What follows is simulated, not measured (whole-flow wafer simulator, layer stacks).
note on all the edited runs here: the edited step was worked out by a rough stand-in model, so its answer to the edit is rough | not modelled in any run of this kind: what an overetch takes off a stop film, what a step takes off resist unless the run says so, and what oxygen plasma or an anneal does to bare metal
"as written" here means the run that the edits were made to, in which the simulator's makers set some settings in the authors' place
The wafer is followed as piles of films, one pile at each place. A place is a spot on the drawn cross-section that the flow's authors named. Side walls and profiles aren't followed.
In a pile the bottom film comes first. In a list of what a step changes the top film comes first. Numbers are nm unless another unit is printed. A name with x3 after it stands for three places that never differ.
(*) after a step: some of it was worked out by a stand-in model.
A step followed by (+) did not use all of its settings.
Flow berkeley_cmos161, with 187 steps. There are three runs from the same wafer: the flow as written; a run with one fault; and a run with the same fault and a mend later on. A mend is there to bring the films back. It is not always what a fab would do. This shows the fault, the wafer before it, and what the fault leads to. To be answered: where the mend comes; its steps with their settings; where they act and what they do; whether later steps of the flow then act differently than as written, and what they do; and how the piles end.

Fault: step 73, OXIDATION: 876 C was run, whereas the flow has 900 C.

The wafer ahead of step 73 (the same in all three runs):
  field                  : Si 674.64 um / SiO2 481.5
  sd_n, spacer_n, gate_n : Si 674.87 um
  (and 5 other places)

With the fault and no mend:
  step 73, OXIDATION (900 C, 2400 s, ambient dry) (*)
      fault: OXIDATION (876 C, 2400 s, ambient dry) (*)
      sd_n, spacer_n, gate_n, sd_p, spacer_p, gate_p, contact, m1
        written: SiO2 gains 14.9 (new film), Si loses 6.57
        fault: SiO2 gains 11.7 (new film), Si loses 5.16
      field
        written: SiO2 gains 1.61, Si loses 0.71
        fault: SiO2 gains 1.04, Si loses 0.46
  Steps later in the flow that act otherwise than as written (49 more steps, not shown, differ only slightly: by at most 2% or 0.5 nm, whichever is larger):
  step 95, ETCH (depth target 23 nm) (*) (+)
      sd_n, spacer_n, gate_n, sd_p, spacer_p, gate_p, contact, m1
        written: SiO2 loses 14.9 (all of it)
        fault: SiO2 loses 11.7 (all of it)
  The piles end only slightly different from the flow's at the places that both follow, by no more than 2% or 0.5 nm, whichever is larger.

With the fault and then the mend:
  The mend follows step 74.
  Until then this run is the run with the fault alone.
  step 74a, OXIDATION (900 C, 724 s, ambient dry) (*) (a further turn of the flow's step 73, with different settings)
      sd_n, spacer_n, gate_n, sd_p, spacer_p, gate_p, contact, m1
        SiO2 gains 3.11, Si loses 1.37
      field
        SiO2 gains 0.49, Si loses 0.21
  Every later step of the flow that is run acts as written, at every place that is followed, to within 2% or 0.5 nm, whichever is larger.
  The piles end only slightly different from the flow's at the places that both follow, by no more than 2% or 0.5 nm, whichever is larger.
